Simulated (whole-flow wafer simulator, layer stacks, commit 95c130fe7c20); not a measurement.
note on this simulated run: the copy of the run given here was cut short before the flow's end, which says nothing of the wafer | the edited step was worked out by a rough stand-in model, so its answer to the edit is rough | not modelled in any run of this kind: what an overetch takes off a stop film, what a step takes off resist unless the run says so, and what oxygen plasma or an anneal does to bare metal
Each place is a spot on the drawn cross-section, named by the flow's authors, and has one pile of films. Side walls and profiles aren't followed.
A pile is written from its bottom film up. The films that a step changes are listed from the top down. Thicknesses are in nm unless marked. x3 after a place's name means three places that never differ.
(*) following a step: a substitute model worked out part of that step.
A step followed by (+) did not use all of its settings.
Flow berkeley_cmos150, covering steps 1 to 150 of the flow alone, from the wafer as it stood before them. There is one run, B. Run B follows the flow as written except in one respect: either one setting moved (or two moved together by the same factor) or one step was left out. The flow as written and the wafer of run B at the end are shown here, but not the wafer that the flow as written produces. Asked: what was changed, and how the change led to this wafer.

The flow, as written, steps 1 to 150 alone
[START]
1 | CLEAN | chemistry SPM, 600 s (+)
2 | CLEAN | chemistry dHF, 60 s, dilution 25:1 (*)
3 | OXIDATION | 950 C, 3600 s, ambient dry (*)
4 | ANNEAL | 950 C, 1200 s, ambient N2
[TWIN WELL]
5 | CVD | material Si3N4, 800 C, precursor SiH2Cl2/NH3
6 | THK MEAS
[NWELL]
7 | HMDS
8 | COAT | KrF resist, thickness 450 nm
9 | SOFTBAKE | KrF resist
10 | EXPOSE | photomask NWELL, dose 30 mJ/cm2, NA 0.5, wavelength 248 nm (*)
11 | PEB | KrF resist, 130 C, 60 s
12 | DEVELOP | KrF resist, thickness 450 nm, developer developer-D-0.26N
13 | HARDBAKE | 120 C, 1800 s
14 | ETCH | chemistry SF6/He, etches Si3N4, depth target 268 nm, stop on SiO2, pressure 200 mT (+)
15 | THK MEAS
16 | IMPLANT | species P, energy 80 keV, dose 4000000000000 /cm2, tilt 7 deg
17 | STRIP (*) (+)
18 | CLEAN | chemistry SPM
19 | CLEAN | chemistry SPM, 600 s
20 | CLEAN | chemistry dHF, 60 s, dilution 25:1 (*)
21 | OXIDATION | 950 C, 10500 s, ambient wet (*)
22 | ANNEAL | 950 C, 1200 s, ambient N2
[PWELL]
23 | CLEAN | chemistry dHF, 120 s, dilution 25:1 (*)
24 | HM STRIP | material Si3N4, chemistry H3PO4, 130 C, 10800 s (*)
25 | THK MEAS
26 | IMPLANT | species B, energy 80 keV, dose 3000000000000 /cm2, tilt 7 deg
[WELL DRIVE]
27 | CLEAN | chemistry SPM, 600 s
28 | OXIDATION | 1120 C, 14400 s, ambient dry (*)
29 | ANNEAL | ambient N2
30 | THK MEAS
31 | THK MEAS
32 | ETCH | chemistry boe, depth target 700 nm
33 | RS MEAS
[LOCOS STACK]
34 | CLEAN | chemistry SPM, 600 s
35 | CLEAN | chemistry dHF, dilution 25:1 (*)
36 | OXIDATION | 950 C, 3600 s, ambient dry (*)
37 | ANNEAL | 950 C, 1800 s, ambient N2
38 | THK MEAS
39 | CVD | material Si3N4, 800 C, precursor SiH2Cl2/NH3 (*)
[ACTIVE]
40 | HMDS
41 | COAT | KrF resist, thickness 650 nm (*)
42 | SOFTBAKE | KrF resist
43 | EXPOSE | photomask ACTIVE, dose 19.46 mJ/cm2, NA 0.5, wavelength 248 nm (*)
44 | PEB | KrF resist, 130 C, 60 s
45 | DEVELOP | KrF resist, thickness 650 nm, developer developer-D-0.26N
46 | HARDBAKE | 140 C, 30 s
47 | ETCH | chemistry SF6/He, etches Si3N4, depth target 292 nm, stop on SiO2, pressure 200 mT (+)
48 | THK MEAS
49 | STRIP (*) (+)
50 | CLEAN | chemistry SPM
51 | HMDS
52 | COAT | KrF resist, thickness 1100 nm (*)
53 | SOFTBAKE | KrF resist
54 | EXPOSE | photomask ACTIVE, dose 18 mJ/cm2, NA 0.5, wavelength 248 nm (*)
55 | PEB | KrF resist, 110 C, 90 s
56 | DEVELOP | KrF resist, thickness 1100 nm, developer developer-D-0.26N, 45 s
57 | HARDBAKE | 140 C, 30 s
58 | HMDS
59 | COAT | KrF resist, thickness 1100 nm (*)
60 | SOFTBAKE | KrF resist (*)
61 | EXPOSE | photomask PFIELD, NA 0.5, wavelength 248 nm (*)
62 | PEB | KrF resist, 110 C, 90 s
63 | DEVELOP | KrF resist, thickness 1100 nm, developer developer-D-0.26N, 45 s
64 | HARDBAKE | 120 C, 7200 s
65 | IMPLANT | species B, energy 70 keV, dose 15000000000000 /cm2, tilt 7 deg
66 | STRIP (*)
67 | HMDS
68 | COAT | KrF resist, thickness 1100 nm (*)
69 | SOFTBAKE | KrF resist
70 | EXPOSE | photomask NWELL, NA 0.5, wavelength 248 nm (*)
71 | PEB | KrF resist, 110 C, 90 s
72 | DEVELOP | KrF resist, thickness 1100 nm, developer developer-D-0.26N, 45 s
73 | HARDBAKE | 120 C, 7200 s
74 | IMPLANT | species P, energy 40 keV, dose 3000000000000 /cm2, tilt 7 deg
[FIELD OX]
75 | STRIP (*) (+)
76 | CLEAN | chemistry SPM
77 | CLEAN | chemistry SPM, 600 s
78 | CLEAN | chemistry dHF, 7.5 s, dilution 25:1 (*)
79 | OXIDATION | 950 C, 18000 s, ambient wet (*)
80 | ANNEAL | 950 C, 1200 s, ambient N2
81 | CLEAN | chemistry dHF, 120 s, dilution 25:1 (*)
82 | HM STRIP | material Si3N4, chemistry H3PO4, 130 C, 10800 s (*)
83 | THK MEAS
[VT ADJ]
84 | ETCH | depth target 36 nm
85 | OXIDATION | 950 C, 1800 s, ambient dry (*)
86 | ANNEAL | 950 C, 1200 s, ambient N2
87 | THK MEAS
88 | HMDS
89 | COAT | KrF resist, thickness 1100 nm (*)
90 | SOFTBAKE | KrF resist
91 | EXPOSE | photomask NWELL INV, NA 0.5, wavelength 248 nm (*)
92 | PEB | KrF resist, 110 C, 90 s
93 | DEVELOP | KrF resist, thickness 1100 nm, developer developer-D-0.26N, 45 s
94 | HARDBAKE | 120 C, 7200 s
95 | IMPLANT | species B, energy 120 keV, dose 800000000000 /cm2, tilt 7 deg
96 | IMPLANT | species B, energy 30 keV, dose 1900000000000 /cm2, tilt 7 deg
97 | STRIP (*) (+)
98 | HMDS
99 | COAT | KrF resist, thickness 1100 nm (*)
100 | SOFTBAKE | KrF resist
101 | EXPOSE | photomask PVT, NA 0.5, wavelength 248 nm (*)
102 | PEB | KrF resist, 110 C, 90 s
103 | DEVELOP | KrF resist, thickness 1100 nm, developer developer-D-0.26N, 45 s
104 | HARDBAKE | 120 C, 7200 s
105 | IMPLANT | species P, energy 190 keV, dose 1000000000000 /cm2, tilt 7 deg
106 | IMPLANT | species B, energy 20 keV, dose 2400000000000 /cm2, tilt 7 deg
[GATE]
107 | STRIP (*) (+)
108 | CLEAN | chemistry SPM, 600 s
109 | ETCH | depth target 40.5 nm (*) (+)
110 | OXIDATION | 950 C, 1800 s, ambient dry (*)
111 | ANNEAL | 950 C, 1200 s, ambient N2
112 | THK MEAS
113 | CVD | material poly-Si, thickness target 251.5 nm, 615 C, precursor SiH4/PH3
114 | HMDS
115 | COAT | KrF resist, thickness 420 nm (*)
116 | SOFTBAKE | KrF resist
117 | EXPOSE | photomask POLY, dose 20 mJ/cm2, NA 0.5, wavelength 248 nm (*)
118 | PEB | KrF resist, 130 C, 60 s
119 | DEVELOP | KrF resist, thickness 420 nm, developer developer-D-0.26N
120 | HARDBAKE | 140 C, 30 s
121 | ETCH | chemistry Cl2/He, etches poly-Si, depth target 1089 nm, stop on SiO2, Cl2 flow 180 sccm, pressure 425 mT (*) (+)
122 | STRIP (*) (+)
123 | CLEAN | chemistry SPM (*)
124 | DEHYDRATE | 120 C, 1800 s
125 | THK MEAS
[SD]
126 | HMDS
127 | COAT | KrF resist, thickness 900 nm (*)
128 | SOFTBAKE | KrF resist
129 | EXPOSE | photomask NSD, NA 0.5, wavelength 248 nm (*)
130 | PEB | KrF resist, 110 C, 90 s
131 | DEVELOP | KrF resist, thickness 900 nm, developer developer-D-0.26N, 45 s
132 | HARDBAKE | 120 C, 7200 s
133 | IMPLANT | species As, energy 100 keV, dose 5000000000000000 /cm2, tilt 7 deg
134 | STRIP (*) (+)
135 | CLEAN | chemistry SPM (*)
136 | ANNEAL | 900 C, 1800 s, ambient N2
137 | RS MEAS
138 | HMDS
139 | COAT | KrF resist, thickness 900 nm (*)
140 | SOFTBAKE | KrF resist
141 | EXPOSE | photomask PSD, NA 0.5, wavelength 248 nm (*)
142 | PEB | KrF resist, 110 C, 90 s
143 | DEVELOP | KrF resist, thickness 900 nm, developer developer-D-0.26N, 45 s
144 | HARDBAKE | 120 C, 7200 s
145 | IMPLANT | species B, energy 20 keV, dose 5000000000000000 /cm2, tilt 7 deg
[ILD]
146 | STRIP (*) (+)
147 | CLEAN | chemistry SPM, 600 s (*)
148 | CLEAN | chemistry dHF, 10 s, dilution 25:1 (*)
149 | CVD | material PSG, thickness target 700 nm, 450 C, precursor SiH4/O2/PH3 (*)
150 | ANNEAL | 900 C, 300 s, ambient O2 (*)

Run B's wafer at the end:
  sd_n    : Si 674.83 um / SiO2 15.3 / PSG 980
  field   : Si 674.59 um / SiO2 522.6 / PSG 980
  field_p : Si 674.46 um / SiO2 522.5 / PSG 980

What caused this: step 149, CVD: thickness target 980 nm was run, whereas the flow has thickness target 700 nm.
The wafer itself shows it: sd_n has PSG 980, and step 149 as written asks for 700 nm.

The path from the change to this, step by step:
  149 | CVD | material PSG, thickness target 700 nm, 450 C, precursor SiH4/O2/PH3 (*)
      field, field_p, sd_n, gate_n, gate_p, contact, m1: PSG gains 980 (new film) (in the flow as written it would be: PSG gains 700 (new film))
      sd_p: PSG gains 954.7 (new film) (in the flow as written it would be: PSG gains 639.5 (new film))
